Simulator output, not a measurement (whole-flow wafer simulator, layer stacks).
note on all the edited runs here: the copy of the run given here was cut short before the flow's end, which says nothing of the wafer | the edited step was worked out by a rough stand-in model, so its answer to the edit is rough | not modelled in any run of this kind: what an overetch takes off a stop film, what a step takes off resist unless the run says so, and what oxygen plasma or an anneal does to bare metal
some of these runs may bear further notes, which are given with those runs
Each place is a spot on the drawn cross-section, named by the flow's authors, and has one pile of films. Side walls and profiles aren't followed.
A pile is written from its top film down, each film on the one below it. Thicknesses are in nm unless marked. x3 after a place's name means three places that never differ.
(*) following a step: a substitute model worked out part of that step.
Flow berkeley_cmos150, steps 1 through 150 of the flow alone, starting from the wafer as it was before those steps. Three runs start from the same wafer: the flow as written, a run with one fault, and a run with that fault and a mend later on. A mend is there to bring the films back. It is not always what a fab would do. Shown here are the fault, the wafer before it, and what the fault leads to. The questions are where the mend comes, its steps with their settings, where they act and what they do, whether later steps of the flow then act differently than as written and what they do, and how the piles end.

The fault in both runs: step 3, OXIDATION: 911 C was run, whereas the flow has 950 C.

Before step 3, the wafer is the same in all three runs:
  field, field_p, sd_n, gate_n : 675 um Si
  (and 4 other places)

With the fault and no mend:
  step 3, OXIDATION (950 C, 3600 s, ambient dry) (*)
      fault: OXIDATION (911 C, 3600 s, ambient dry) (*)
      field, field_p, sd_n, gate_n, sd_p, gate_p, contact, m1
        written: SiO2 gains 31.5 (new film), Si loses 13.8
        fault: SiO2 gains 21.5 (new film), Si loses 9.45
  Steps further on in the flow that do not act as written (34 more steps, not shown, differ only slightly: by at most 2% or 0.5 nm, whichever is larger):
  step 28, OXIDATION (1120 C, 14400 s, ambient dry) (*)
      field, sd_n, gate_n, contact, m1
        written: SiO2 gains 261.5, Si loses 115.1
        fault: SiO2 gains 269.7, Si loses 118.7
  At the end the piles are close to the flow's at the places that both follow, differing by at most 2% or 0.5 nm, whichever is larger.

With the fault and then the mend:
  The mend follows step 4.
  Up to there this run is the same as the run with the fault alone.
  step 4a, OXIDATION (950 C, 1490 s, ambient dry) (*) (the flow's step 3 again, with other settings)
      field, field_p, sd_n, gate_n, sd_p, gate_p, contact, m1
        SiO2 gains 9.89, Si loses 4.35
  None of the later steps of the flow differs from how it acts as written, at any place that is followed, by more than 2% or 0.5 nm, whichever is larger.
  At every place that both follow, the piles at the end match the flow's.
